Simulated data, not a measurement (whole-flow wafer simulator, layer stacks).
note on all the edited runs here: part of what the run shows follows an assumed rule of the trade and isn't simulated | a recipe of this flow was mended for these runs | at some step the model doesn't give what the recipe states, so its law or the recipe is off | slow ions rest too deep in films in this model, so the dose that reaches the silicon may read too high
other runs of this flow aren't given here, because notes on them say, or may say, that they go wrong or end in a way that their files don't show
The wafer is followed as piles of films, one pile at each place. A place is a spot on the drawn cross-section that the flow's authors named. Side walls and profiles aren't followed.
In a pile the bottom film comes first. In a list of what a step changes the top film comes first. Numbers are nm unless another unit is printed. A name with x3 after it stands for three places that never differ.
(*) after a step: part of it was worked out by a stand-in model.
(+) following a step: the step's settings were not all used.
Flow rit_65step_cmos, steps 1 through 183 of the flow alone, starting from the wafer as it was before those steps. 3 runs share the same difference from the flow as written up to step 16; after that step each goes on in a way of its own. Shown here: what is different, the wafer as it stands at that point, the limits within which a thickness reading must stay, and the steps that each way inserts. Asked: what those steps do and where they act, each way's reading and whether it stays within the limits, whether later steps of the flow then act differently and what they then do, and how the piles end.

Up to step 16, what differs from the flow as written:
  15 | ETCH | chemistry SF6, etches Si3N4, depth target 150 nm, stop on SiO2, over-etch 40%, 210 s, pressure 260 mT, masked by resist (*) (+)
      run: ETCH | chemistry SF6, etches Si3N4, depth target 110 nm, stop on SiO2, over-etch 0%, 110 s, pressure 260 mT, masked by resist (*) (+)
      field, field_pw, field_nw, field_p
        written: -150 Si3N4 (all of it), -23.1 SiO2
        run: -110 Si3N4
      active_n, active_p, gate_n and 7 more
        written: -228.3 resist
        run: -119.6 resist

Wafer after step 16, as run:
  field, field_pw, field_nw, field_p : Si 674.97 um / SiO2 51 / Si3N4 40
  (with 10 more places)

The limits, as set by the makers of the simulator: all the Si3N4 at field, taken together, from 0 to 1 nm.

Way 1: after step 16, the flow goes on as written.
  After step 16, the reading is 40 nm, outside the limits.
  Steps later in the flow that act otherwise than as written (not shown: 28 more steps that differ only slightly, by at most 2% or 0.5 nm, whichever is larger):
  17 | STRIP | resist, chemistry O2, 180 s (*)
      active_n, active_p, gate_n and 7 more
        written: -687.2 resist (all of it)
        way: -795.9 resist (all of it)
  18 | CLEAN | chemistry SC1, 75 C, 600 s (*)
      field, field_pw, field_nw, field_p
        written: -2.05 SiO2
        way: -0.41 Si3N4
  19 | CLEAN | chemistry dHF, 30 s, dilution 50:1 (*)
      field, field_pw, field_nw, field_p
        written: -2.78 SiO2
        way: -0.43 Si3N4
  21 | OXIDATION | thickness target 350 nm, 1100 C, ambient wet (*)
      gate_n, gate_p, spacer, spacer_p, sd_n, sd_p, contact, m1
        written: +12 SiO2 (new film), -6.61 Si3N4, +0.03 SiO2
        way: +12 SiO2 (new film), -6.61 Si3N4
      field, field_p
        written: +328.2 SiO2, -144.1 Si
        way: +12 SiO2 (new film), -6.61 Si3N4
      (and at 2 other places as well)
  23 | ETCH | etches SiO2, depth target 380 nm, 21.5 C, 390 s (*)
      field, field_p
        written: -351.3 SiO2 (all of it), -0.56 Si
        way: -12 SiO2 (all of it), -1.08 Si3N4
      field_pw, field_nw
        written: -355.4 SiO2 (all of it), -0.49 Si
        way: -12 SiO2 (all of it), -1.08 Si3N4
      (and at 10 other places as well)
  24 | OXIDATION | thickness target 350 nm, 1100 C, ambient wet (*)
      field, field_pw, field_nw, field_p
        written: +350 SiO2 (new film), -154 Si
        way: +12 SiO2 (new film), -6.61 Si3N4
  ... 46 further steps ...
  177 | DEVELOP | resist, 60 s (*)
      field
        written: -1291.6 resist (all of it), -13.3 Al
        way: -1230.9 resist (all of it), -13.3 Al
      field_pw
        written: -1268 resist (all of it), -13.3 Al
        way: -1231.1 resist (all of it), -13.3 Al
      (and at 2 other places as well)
  The piles end different from the flow's at field, field_pw, field_nw, field_p by more than 2% or 0.5 nm, whichever is larger.
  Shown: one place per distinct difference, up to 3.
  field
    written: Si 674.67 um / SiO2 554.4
    way: Si 674.89 um / TiSi2 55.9 / SiO2 360.3
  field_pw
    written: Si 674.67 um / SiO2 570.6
    way: Si 674.9 um / TiSi2 55.9 / SiO2 360.3
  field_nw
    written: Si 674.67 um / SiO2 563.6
    way: Si 674.9 um / TiSi2 55.9 / SiO2 360.3

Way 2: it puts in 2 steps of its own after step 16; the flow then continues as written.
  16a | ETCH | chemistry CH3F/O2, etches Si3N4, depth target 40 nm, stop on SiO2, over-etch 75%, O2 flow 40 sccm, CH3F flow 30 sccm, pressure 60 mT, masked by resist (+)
      active_n, active_p, gate_n and 7 more
        -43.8 resist
      field, field_pw, field_nw, field_p
        -40 Si3N4 (all of it), -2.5 SiO2
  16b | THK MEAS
      does not change any film at any place that is followed
  After step 16b, the reading is 0 nm, within the limits.
  Steps later in the flow that act otherwise than as written (not shown: 56 more steps that differ only slightly, by at most 2% or 0.5 nm, whichever is larger):
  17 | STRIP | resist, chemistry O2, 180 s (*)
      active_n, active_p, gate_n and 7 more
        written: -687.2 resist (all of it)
        way: -752.1 resist (all of it)
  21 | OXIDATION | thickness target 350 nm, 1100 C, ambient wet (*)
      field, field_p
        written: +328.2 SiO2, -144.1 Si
        way: +314.2 SiO2, -138 Si
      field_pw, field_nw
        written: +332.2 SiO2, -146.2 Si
        way: +317.3 SiO2, -139.6 Si
  At the end the piles are close to the flow's at the places that both follow, differing by at most 2% or 0.5 nm, whichever is larger.

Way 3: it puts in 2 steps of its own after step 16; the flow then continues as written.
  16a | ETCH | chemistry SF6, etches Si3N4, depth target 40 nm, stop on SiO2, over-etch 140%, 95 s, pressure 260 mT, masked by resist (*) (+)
      active_n, active_p, gate_n and 7 more
        -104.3 resist
      field, field_pw, field_nw, field_p
        -40 Si3N4 (all of it), -21.5 SiO2
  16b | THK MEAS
      does not change any film at any place that is followed
  After step 16b, the reading is 0 nm, within the limits.
  Later steps of the flow that are run all act as written at every place that is followed, up to a difference of at most 2% or 0.5 nm, whichever is larger.
  At the end the piles are close to the flow's at the places that both follow, differing by at most 2% or 0.5 nm, whichever is larger.

The limits are kept by: way 2, way 3. They are not kept by: way 1.
